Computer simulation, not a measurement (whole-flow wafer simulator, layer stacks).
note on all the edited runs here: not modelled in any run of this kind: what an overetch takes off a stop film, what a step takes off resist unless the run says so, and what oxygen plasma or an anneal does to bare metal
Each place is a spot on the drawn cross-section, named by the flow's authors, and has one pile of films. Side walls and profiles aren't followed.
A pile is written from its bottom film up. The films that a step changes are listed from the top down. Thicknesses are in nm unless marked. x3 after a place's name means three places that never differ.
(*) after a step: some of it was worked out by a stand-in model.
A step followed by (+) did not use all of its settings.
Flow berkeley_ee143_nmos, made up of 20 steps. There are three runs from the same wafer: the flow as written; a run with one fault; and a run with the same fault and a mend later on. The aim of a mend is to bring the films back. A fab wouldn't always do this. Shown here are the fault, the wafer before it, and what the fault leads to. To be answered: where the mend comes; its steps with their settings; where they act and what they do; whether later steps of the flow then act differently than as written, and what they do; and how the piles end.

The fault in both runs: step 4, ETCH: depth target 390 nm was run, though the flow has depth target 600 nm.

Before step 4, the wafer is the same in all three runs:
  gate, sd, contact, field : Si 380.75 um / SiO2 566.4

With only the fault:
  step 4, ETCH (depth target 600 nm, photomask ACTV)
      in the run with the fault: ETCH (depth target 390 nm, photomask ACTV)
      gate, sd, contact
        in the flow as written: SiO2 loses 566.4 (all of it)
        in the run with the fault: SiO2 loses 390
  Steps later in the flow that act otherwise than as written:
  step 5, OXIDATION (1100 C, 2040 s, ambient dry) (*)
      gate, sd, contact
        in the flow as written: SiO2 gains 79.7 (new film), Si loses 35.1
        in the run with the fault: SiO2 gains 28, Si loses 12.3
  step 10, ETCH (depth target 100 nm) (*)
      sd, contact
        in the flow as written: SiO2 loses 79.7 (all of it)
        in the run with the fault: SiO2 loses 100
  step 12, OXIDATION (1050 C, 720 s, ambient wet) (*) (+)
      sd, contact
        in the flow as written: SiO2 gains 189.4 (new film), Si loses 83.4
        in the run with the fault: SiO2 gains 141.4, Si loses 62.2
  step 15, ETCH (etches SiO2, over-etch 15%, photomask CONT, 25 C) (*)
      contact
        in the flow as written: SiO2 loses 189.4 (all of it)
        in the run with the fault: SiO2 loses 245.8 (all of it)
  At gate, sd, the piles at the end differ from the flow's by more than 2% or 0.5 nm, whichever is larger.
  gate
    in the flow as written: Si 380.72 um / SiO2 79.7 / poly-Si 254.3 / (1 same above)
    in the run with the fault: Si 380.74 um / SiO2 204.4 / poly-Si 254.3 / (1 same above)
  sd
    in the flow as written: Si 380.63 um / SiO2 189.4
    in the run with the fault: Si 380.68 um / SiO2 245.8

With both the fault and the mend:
  After step 4 comes the mend.
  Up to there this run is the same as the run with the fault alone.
  step 4a, ETCH (depth target 210 nm, photomask ACTV) (the flow's step 4 again, with other settings)
      gate, sd, contact
        SiO2 loses 176.4 (all of it)
  Every later step of the flow that is run acts as written at every place that is followed.
  At every place that both follow, the piles at the end match the flow's.
